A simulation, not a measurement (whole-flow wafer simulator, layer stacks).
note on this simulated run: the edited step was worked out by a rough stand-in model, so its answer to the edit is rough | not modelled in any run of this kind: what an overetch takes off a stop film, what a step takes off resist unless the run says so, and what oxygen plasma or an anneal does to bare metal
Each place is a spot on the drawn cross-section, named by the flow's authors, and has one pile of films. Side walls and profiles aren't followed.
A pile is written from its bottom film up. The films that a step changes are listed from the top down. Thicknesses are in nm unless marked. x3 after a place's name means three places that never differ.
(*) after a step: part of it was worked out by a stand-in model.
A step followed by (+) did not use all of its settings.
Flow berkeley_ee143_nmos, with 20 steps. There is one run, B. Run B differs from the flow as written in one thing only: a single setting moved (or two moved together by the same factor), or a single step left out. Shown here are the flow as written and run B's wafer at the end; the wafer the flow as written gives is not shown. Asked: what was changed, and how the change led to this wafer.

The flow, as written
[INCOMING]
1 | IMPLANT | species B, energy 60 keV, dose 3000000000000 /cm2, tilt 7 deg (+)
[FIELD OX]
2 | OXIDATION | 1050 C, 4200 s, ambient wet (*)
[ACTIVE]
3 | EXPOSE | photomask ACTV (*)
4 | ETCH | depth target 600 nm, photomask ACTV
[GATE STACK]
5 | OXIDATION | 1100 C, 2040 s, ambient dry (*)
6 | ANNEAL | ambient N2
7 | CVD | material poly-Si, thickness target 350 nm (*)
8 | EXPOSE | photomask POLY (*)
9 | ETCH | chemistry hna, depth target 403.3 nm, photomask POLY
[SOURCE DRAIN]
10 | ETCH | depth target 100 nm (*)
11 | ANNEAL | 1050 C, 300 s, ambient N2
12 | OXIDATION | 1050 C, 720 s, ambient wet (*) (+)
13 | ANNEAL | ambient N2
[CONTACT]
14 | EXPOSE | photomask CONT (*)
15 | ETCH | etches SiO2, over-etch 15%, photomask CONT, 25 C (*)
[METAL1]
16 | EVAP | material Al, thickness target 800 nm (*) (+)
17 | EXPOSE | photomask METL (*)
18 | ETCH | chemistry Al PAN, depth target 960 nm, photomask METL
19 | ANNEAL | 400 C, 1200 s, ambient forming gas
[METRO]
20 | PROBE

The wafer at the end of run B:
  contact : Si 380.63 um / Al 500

The reason: step 16, EVAP: thickness target 500 nm was run, though the flow has thickness target 800 nm.
One can read it off the wafer: contact has Al 500, and step 16 as written asks for 800 nm.

The path from the change to this, step by step:
  16 | EVAP | material Al, thickness target 800 nm (*) (+)
      gate, sd, contact, field: Al gains 500 (new film) (it would be, as written: Al gains 800 (new film))
  18 | ETCH | chemistry Al PAN, depth target 960 nm, photomask METL
      gate, sd, field: Al loses 500 (all of it) (it would be, as written: Al loses 800 (all of it))
